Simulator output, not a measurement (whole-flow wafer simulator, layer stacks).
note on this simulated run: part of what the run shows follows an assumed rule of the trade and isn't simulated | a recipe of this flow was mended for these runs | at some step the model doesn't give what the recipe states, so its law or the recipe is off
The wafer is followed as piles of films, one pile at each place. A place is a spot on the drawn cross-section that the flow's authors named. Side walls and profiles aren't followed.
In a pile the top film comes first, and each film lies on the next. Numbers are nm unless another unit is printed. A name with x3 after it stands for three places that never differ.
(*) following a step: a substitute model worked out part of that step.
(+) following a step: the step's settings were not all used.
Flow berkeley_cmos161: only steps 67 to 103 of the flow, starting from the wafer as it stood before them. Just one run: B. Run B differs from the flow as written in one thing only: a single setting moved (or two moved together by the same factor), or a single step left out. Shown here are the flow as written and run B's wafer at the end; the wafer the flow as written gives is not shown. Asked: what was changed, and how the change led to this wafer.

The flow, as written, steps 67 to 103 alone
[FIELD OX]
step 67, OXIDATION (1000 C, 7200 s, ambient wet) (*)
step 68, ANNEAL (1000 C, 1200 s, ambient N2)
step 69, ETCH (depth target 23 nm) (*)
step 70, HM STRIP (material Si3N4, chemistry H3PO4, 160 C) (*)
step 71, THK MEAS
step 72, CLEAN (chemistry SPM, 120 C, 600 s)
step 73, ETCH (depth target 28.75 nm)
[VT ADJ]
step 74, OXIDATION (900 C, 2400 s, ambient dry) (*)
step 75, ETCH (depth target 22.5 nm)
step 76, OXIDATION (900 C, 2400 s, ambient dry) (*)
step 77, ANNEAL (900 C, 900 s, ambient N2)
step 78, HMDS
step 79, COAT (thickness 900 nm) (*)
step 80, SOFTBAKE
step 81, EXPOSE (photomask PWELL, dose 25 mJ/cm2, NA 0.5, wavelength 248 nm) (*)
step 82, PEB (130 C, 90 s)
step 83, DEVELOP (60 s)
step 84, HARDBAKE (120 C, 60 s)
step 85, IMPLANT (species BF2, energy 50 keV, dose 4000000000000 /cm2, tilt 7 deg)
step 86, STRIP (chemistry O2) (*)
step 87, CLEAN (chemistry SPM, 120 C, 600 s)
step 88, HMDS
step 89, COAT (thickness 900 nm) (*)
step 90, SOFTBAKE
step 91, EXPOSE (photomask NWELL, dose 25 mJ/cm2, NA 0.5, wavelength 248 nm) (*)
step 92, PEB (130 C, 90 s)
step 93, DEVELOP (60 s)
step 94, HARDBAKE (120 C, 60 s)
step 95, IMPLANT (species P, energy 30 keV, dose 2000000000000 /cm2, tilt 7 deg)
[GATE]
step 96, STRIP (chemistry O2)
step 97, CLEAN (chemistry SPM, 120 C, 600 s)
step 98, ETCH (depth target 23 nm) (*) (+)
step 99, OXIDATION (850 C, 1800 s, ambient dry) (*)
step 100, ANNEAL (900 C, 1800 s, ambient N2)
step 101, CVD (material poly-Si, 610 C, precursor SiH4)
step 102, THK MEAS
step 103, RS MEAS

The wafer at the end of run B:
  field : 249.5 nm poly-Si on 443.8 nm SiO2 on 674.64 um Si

Cause: step 69, ETCH: depth target 33 nm was run, though the flow has depth target 23 nm.

The path from the change to this, step by step:
  step 69, ETCH (depth target 23 nm) (*)
      field: SiO2 loses 33 (in the flow as written it would be: SiO2 loses 23)
